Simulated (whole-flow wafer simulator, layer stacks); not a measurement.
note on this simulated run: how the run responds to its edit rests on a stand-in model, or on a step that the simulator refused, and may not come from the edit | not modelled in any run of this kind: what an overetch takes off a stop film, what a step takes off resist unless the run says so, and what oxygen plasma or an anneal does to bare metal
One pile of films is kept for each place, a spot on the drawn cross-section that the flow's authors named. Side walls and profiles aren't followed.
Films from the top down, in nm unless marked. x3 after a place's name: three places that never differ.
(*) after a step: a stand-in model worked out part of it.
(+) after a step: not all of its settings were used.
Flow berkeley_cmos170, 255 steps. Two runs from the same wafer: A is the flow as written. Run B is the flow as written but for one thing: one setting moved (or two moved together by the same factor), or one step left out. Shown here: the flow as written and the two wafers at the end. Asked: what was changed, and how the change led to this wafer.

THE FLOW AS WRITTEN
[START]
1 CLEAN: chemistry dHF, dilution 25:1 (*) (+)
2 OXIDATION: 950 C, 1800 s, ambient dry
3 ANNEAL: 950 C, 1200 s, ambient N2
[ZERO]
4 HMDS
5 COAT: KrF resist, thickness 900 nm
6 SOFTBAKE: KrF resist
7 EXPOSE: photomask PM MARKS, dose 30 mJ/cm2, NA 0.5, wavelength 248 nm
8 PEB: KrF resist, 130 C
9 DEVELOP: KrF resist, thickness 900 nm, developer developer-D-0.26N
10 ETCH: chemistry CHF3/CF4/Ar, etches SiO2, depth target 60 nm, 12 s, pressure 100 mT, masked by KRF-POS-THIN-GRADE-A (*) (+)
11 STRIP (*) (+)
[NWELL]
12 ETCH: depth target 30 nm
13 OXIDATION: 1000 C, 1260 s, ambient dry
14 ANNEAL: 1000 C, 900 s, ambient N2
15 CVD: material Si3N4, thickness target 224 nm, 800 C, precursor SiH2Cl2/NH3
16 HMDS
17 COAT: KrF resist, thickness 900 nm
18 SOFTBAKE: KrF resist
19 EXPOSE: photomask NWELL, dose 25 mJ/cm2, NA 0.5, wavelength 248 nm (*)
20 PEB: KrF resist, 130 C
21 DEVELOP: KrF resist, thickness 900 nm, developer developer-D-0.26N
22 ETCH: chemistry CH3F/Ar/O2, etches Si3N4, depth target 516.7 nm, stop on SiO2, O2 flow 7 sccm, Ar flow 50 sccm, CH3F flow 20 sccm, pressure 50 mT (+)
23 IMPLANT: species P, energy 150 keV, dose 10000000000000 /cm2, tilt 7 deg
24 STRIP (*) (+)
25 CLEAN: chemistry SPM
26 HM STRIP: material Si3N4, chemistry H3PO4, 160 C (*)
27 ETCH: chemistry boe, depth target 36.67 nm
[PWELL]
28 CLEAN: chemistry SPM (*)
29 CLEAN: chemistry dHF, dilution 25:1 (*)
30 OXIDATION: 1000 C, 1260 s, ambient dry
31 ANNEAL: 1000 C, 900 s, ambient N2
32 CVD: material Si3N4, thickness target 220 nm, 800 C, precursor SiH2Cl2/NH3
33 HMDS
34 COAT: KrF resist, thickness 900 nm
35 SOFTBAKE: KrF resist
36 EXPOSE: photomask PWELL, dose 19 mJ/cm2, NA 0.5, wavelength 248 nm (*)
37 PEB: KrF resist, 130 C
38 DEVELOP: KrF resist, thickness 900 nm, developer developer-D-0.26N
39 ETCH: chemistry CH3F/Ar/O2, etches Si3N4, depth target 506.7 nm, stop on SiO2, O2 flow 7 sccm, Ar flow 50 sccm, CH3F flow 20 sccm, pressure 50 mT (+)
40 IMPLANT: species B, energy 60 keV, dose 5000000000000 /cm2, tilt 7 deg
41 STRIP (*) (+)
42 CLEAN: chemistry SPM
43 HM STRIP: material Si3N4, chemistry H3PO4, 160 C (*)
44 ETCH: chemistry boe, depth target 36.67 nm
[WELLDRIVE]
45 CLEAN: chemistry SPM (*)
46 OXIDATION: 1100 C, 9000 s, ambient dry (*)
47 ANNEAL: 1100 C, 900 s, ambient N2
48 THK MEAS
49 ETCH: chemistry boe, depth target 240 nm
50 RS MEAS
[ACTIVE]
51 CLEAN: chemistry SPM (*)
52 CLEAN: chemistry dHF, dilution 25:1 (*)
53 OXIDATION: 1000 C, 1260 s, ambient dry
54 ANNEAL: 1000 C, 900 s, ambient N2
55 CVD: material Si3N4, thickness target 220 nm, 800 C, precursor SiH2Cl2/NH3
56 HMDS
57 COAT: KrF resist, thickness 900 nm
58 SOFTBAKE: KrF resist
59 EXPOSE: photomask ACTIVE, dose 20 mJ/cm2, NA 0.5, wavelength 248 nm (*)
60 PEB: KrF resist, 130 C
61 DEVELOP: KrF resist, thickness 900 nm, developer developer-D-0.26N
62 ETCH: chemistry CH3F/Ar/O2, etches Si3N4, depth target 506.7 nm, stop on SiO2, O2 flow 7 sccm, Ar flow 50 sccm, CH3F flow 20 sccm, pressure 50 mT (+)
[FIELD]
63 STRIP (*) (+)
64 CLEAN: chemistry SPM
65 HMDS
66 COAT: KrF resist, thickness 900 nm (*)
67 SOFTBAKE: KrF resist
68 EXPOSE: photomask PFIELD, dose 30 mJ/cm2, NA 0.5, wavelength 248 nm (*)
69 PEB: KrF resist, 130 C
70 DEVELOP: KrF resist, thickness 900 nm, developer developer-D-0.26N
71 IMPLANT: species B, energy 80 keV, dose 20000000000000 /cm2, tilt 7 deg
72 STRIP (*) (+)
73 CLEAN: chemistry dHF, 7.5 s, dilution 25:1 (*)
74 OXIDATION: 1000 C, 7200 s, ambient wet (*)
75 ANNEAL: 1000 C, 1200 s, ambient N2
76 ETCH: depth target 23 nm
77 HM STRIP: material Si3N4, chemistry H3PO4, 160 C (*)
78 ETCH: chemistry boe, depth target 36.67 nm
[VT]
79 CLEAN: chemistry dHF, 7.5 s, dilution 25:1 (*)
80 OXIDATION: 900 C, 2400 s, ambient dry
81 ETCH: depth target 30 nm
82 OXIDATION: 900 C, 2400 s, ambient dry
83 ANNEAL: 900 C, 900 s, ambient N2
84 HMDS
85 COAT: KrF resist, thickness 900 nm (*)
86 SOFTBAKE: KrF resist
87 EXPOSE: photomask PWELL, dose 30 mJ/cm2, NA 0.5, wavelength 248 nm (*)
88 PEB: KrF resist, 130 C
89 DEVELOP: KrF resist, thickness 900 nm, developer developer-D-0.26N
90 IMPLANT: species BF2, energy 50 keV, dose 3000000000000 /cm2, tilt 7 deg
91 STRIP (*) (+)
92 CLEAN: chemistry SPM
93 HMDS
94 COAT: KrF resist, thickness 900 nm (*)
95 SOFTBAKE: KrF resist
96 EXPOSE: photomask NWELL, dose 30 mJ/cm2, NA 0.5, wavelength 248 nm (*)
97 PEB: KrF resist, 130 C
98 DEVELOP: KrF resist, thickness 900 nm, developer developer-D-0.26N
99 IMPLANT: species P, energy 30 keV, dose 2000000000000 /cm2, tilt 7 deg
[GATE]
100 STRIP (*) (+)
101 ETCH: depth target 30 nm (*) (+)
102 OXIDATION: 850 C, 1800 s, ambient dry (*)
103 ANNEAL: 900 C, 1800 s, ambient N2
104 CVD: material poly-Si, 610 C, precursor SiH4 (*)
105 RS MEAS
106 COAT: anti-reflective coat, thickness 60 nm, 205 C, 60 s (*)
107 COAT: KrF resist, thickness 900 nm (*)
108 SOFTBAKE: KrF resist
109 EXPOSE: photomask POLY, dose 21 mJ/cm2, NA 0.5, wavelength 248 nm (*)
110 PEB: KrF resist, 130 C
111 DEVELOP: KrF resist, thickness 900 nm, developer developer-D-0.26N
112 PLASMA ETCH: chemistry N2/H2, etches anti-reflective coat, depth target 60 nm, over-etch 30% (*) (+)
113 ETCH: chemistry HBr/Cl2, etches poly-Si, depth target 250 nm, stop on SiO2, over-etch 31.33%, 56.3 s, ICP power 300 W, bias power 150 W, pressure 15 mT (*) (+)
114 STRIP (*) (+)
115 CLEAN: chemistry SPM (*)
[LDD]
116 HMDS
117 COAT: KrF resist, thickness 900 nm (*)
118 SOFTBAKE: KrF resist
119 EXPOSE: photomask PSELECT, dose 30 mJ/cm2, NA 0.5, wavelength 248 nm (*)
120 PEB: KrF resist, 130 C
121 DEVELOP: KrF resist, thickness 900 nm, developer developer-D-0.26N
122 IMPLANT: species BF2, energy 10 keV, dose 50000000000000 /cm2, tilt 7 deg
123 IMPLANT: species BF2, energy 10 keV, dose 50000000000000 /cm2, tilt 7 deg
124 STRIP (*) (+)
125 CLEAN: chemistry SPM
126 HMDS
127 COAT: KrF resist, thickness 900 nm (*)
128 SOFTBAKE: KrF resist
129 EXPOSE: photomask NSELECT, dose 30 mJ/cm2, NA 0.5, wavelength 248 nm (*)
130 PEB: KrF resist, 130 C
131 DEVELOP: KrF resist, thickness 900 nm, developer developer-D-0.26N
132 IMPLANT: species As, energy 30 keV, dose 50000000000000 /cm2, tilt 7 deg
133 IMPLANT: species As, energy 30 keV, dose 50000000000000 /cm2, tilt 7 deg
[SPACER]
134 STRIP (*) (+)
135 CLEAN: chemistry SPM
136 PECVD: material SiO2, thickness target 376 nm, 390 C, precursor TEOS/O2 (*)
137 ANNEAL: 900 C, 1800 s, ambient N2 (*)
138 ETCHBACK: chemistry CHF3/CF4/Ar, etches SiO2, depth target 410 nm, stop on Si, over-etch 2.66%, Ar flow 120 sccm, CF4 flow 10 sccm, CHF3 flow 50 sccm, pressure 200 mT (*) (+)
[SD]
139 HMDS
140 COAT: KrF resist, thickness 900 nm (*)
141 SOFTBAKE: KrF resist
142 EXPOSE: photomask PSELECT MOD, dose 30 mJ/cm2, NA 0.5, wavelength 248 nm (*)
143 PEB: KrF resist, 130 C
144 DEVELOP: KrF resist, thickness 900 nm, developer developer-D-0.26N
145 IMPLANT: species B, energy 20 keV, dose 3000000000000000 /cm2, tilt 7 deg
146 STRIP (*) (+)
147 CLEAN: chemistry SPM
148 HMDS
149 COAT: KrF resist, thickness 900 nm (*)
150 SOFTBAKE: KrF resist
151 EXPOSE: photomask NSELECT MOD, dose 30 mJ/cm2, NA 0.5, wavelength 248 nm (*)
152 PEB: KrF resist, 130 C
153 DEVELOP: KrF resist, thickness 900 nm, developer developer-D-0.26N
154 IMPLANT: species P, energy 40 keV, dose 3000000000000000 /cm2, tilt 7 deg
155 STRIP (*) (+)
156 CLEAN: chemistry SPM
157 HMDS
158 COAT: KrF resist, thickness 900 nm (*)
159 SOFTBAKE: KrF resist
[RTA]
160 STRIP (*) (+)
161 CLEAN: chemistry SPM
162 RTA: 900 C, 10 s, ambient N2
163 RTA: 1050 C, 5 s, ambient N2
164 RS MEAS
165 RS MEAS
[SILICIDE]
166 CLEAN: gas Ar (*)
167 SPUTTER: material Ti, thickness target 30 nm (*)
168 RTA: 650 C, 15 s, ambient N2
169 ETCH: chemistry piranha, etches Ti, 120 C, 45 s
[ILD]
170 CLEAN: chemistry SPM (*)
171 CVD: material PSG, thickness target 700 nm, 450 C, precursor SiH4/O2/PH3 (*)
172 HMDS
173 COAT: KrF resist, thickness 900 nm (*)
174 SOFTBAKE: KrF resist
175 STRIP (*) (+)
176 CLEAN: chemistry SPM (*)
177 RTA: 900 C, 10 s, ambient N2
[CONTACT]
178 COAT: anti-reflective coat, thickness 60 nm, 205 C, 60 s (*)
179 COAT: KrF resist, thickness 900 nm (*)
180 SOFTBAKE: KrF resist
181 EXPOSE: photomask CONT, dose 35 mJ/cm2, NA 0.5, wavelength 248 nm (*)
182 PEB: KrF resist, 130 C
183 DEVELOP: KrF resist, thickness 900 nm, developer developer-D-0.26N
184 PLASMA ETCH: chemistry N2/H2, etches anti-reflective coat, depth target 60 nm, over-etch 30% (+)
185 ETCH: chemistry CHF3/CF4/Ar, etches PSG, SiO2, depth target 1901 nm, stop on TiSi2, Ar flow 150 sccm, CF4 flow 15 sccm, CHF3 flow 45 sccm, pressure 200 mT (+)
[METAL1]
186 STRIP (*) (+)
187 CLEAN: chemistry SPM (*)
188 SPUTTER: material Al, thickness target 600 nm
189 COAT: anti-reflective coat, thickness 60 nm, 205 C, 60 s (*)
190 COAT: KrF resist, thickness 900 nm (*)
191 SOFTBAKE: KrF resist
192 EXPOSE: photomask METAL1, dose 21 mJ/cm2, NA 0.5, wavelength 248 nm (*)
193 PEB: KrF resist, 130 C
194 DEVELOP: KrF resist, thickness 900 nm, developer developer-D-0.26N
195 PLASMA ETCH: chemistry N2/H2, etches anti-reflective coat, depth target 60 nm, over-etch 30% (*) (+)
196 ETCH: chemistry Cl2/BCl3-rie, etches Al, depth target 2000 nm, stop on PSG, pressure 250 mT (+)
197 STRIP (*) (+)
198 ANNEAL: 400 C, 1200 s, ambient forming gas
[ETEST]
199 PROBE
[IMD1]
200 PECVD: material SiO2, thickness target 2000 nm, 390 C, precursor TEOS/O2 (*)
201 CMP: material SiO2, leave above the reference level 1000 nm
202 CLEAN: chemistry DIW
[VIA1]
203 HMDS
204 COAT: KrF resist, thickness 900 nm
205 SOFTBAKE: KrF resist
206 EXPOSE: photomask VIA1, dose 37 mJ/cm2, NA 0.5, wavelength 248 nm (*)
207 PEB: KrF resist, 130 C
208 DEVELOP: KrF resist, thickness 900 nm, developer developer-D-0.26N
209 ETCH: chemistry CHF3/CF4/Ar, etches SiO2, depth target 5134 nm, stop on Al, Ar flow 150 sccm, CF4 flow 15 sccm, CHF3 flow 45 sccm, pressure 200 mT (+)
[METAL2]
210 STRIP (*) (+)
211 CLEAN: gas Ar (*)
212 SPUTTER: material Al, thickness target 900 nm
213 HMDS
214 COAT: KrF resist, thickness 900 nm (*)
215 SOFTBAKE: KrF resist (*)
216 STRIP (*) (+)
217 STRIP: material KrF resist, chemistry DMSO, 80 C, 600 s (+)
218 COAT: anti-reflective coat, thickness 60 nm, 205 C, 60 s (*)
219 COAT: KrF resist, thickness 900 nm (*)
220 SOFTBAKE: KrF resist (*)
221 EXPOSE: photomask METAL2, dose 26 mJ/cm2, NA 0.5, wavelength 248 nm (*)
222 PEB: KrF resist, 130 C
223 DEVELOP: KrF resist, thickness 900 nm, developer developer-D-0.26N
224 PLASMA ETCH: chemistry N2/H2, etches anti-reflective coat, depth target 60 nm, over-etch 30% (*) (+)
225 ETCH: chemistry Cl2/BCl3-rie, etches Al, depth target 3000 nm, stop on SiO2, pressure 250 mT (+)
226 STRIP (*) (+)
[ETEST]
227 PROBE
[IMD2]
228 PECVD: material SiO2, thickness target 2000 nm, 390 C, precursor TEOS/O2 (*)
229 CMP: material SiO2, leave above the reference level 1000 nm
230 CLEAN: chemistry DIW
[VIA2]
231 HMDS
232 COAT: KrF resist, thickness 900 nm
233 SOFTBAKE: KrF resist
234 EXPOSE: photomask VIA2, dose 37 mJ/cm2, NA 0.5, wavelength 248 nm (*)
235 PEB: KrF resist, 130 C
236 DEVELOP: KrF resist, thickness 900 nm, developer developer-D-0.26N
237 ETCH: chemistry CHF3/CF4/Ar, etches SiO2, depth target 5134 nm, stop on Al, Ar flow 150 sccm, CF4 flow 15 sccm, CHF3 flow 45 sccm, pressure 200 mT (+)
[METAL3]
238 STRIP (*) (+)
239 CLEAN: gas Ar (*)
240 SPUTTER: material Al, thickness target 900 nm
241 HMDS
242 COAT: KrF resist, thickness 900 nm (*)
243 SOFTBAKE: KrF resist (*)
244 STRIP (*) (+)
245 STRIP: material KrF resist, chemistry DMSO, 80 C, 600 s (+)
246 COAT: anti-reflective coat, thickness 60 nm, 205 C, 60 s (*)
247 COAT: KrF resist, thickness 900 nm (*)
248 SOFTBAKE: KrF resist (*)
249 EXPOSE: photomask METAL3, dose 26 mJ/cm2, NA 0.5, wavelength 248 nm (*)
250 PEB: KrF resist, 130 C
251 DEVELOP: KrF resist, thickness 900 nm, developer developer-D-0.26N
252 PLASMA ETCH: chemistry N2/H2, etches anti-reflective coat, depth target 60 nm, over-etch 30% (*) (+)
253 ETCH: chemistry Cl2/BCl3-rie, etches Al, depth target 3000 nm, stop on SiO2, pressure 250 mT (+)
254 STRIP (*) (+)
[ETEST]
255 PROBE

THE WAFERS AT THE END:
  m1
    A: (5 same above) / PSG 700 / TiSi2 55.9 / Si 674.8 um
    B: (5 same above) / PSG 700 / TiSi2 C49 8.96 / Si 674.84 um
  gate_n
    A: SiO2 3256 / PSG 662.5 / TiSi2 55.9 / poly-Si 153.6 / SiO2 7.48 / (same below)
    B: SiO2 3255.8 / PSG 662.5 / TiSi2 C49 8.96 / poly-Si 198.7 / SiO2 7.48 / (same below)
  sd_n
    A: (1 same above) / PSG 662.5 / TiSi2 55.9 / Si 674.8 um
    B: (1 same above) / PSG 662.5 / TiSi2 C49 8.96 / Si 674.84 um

The cause: step 168, RTA: 520 C was run, where the flow has 650 C.

How the change led to this, step by step:
  168 RTA: 650 C, 15 s, ambient N2
      sd_n, sd_p, contact, m1, via1, m2, via2: A Ti -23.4, TiSi first +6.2 (new film), TiSi2 C49 +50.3 (new film), Si -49 | B Ti -3.57, TiSi first +6.11 (new film), Si -4.05
      gate_n, gate_p: A Ti -23.4, TiSi first +6.2 (new film), TiSi2 C49 +50.3 (new film), poly-Si -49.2 | B Ti -3.57, TiSi first +6.11 (new film), poly-Si -4.07
  169 ETCH: chemistry piranha, etches Ti, 120 C, 45 s
      sd_n, gate_n, sd_p and 6 more: A Ti -6.6 (all of it), TiSi first -0.1 | B Ti -26.4 (all of it), TiSi first -0.08
  177 RTA: 900 C, 10 s, ambient N2
      sd_n, sd_p, contact, m1, via1, m2, via2: A under 1 film: TiSi2 +55.9 (new film), TiSi first -6.09 (all of it), TiSi2 C49 -50.3 (all of it), Si -4.05 | B under 1 film: TiSi2 C49 +8.96 (new film), TiSi first -6.02 (all of it), Si -4
      gate_n, gate_p: A under 1 film: TiSi2 +55.9 (new film), TiSi first -6.09 (all of it), TiSi2 C49 -50.3 (all of it), poly-Si -4.06 | B under 1 film: TiSi2 C49 +8.96 (new film), TiSi first -6.02 (all of it), poly-Si -4.02
  185 ETCH: chemistry CHF3/CF4/Ar, etches PSG, SiO2, depth target 1901 nm, stop on TiSi2, Ar flow 150 sccm, CF4 flow 15 sccm, CHF3 flow 45 sccm, pressure 200 mT (+)
      contact: A PSG -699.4 (all of it), TiSi2 -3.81 | B PSG -699.4 (all of it)
  201 CMP: material SiO2, leave above the reference level 1000 nm
      contact: A SiO2 -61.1 | B SiO2 -66.3
